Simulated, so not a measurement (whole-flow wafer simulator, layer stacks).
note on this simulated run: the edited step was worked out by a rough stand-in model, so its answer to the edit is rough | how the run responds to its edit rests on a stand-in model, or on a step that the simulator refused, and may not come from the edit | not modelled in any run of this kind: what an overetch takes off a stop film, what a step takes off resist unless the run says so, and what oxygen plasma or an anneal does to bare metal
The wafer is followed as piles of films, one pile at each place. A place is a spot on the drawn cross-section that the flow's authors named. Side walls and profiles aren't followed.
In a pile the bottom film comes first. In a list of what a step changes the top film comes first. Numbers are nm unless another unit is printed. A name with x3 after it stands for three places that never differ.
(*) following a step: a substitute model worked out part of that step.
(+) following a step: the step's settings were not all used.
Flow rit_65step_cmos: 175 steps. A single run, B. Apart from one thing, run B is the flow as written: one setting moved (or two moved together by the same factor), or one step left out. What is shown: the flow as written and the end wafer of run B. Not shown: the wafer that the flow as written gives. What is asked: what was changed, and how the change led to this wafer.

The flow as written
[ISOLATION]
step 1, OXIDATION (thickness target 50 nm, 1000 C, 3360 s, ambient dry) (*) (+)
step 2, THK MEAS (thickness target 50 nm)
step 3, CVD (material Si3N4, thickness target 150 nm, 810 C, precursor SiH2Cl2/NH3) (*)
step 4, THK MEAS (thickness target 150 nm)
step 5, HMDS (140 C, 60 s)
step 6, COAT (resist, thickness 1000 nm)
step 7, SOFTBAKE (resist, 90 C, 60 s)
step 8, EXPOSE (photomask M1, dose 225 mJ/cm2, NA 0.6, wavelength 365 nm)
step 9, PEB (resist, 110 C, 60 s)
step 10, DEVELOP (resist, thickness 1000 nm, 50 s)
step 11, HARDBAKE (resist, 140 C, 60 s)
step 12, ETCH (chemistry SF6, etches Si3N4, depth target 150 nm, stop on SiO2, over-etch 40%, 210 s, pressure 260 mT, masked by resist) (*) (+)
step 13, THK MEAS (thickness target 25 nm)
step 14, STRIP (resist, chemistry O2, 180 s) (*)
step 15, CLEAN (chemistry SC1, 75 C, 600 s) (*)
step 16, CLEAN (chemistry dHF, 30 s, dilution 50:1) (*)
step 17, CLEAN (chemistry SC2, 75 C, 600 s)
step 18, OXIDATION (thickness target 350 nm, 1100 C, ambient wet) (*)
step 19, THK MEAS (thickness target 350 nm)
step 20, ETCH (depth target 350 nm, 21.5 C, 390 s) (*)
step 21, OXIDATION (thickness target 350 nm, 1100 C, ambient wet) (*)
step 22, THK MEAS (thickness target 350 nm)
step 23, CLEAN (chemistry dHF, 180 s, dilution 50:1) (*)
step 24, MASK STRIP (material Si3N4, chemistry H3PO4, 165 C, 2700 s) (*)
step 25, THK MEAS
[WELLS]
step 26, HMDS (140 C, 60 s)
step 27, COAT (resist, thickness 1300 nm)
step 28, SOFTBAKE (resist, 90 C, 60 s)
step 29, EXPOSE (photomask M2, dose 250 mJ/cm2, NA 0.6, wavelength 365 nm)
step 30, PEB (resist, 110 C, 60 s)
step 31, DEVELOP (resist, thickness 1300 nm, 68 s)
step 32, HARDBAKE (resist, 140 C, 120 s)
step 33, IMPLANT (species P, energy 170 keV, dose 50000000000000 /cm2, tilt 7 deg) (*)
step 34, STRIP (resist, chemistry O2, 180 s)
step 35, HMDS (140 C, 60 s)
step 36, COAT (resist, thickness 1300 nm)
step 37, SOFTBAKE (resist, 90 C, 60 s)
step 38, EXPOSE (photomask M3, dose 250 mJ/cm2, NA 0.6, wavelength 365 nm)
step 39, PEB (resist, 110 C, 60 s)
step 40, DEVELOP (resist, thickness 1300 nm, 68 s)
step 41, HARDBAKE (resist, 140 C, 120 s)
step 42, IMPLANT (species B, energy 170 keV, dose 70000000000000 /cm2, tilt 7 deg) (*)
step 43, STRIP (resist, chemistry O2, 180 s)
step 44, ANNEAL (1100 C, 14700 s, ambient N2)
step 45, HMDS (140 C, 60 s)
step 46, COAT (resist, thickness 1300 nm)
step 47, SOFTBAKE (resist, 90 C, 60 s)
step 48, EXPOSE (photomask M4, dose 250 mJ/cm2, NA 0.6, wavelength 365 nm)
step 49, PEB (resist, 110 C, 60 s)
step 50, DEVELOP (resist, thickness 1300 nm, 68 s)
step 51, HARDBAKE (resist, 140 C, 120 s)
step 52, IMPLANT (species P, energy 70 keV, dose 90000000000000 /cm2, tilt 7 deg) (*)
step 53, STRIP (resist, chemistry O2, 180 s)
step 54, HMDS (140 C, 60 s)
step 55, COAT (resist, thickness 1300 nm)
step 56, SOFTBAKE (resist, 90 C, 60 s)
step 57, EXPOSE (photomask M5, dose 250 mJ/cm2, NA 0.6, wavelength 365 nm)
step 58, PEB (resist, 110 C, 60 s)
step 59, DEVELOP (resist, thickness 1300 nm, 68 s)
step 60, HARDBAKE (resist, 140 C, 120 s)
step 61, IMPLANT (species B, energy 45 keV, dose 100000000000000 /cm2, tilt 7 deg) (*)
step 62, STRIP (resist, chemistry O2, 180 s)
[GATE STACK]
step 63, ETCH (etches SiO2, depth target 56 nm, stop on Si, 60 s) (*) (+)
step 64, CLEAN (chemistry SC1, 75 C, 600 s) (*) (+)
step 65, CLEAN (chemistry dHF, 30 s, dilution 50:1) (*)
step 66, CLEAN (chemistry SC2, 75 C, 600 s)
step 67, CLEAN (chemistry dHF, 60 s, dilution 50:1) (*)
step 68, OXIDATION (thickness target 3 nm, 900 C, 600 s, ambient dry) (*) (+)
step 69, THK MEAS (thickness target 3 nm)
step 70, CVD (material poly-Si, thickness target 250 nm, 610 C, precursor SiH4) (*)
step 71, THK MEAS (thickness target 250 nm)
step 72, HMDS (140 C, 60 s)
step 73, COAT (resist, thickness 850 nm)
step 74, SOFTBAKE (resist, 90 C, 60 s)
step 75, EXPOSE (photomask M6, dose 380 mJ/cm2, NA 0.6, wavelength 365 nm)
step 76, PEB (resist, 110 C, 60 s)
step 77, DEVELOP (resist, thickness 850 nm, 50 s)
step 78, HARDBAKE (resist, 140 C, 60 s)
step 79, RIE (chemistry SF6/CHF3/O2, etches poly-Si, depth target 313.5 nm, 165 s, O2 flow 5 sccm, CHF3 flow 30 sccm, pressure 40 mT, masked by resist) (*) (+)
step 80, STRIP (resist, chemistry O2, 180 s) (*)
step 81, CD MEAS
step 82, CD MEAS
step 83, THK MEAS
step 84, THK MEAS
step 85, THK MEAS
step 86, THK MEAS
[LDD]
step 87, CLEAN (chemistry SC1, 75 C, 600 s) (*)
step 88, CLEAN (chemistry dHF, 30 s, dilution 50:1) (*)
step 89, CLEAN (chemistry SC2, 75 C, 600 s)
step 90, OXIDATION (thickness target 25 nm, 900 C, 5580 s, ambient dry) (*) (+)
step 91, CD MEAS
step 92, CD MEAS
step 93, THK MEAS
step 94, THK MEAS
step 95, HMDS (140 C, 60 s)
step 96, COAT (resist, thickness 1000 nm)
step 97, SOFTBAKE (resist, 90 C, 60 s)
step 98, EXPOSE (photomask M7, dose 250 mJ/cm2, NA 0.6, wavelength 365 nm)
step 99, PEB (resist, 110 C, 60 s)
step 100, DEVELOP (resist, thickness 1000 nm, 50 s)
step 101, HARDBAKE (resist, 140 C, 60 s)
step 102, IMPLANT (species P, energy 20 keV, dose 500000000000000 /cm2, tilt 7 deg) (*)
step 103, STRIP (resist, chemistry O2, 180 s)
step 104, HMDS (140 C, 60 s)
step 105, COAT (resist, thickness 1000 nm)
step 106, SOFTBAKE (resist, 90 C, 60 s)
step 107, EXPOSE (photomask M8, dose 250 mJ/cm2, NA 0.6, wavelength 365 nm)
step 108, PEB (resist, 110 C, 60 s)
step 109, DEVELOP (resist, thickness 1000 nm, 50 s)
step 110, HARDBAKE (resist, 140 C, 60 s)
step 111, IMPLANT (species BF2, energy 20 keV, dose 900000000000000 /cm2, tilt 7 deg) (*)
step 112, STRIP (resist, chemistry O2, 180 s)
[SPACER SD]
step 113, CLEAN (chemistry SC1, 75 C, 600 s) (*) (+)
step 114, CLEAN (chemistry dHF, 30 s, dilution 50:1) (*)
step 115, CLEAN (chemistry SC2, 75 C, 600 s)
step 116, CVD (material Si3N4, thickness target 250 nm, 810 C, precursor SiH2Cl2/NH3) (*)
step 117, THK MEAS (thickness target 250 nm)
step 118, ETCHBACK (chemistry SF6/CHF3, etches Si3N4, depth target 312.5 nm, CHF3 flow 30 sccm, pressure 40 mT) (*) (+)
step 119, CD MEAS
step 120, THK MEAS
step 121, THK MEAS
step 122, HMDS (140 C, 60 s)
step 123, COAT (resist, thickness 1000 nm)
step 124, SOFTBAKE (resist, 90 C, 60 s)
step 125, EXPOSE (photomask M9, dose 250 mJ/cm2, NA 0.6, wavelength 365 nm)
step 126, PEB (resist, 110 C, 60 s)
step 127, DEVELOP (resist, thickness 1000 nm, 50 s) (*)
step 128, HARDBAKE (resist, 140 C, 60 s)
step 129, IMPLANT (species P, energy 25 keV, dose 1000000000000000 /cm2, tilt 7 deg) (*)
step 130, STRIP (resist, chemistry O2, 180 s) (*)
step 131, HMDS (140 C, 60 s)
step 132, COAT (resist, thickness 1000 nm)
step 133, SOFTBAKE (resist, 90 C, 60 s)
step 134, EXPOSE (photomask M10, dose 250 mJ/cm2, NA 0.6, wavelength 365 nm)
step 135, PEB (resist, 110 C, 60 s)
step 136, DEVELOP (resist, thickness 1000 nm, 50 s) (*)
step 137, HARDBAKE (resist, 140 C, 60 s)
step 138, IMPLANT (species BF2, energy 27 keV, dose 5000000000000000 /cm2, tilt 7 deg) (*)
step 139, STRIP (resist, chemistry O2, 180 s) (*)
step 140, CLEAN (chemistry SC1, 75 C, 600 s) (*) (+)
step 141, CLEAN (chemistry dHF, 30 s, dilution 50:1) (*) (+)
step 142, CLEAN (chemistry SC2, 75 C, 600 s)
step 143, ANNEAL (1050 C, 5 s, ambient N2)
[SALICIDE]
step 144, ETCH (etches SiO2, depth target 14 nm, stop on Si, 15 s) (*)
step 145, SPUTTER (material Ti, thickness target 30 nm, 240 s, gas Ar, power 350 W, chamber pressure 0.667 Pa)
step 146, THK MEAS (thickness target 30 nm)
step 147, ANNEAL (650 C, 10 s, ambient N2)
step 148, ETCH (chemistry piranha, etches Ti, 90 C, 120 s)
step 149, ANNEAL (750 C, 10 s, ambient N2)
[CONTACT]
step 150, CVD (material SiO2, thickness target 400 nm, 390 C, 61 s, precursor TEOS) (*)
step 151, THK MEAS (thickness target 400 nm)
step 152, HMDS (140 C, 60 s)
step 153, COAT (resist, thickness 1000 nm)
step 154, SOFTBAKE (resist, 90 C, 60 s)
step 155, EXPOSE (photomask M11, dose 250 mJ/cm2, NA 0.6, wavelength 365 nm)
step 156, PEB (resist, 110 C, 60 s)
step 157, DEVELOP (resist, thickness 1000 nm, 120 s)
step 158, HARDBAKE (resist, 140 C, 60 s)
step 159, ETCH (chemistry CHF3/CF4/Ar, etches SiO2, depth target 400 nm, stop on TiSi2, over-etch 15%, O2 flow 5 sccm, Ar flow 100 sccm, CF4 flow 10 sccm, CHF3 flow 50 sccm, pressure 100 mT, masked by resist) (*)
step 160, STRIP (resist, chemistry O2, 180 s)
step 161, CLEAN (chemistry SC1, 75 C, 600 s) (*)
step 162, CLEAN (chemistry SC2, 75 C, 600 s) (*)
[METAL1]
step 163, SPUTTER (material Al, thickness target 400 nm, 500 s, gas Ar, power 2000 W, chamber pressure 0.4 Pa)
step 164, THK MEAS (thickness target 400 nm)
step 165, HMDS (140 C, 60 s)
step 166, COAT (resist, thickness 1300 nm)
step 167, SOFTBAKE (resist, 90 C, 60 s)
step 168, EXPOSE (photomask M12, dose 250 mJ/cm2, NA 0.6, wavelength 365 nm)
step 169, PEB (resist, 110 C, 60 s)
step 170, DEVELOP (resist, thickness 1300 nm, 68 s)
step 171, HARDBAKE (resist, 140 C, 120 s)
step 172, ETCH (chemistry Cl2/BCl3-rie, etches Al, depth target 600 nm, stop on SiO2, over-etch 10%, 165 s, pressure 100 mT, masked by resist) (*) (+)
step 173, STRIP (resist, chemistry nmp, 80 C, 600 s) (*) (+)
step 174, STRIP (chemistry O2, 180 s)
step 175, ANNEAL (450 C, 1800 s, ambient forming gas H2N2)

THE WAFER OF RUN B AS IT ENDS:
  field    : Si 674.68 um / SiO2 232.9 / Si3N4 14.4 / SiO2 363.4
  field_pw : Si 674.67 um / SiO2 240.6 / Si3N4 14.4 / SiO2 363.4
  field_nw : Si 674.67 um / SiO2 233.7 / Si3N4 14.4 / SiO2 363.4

The reason: step 118, ETCHBACK: depth target 234.4 nm was run, though the flow has depth target 312.5 nm.

Step by step, how the change led to this:
  step 118, ETCHBACK (chemistry SF6/CHF3, etches Si3N4, depth target 312.5 nm, CHF3 flow 30 sccm, pressure 40 mT) (*) (+)
      field, field_pw, field_nw, field_p: -234.4 Si3N4 (it would be, as written: -250 Si3N4 (all of it), -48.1 SiO2)
      gate_n: -234.4 Si3N4 (it would be, as written: -250 Si3N4 (all of it), -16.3 SiO2 (all of it), -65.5 poly-Si)
      (and at 1 other place as well)
  step 123, COAT (resist, thickness 1000 nm)
      field: +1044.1 resist (new film) (it would be, as written: +1066.4 resist (new film))
      field_p: +1051.2 resist (new film) (it would be, as written: +1073.5 resist (new film))
      (and at 4 other places as well)
  step 126, PEB (resist, 110 C, 60 s)
      gate_n, gate_p: -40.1 resist (it would be, as written: -43.1 resist)
      field: -54.3 resist (it would be, as written: -55.6 resist)
      (and at 3 other places as well)
  step 127, DEVELOP (resist, thickness 1000 nm, 50 s) (*)
      field: -989.9 resist (all of it) (it would be, as written: -1010.9 resist (all of it))
      gate_n: -739.2 resist (all of it) (it would be, as written: -791.9 resist (all of it))
      (and at 1 other place as well)
  step 128, HARDBAKE (resist, 140 C, 60 s)
      field_nw: -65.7 resist (it would be, as written: -67.1 resist)
      field_p: -67.2 resist (it would be, as written: -68.8 resist)
      (and at 2 other places as well)
  step 130, STRIP (resist, chemistry O2, 180 s) (*)
      gate_n: nothing (it would be, as written: +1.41 chemical SiO2 (new film), -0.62 poly-Si)
      gate_p: -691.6 resist (all of it) (it would be, as written: +1.31 chemical SiO2 (new film), -741.1 resist (all of it), -0.58 poly-Si)
      (and at 2 other places as well)
  step 132, COAT (resist, thickness 1000 nm)
      field: +1044.1 resist (new film) (it would be, as written: +1067 resist (new film))
      field_p: +1051.2 resist (new film) (it would be, as written: +1074 resist (new film))
      (and at 4 other places as well)
  step 135, PEB (resist, 110 C, 60 s)
      gate_n, gate_p: -40.1 resist (it would be, as written: -43.1 resist)
      spacer, spacer_p: -40 resist (it would be, as written: -42 resist)
      (and at 2 other places as well)
  step 136, DEVELOP (resist, thickness 1000 nm, 50 s) (*)
      field_p: -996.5 resist (all of it) (it would be, as written: -1018 resist (all of it))
      gate_p: -739.4 resist (all of it) (it would be, as written: -792.8 resist (all of it))
      (and at 1 other place as well)
  step 137, HARDBAKE (resist, 140 C, 60 s)
      field: -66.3 resist (it would be, as written: -68.3 resist)
      field_nw: -65.7 resist (it would be, as written: -67.1 resist)
      (and at 2 other places as well)
  step 139, STRIP (resist, chemistry O2, 180 s) (*)
      gate_n: -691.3 resist (all of it) (it would be, as written: -740 resist (all of it), +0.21 chemical SiO2, -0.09 poly-Si)
      field: -923.5 resist (all of it) (it would be, as written: -943.1 resist (all of it))
      (and at 1 other place as well)
  step 140, CLEAN (chemistry SC1, 75 C, 600 s) (*) (+)
      field, field_pw, field_nw, field_p: -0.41 Si3N4 (it would be, as written: -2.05 SiO2)
      gate_n, gate_p: -0.41 Si3N4 (it would be, as written: -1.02 chemical SiO2, -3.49 poly-Si)
  step 141, CLEAN (chemistry dHF, 30 s, dilution 50:1) (*) (+)
      field, field_p: -0.43 Si3N4 (it would be, as written: -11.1 SiO2)
      field_pw, field_nw: -0.43 Si3N4 (it would be, as written: -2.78 SiO2)
      (and at 2 other places as well)
  step 144, ETCH (etches SiO2, depth target 14 nm, stop on Si, 15 s) (*)
      field, field_pw, field_nw, field_p: -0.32 Si3N4 (it would be, as written: -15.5 SiO2)
  step 145, SPUTTER (material Ti, thickness target 30 nm, 240 s, gas Ar, power 350 W, chamber pressure 0.667 Pa)
      gate_n: +30 Ti (new film) (it would be, as written: +27.3 Ti (new film))
      gate_p: +30 Ti (new film) (it would be, as written: +27.2 Ti (new film))
  step 147, ANNEAL (650 C, 10 s, ambient N2)
      gate_n: nothing (it would be, as written: -21.3 Ti, +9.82 TiSi first (new film), +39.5 TiSi2 C49 (new film), -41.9 poly-Si)
      gate_p: nothing (it would be, as written: -21.2 Ti, +9.56 TiSi first (new film), +39.6 TiSi2 C49 (new film), -41.9 poly-Si)
  ... another 9 steps ...
  step 170, DEVELOP (resist, thickness 1300 nm, 68 s)
      field: -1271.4 resist (all of it) (it would be, as written: -1316.6 resist (all of it))
      field_pw: -1259.4 resist (all of it) (it would be, as written: -1285.5 resist (all of it))
      (and at 6 other places as well)
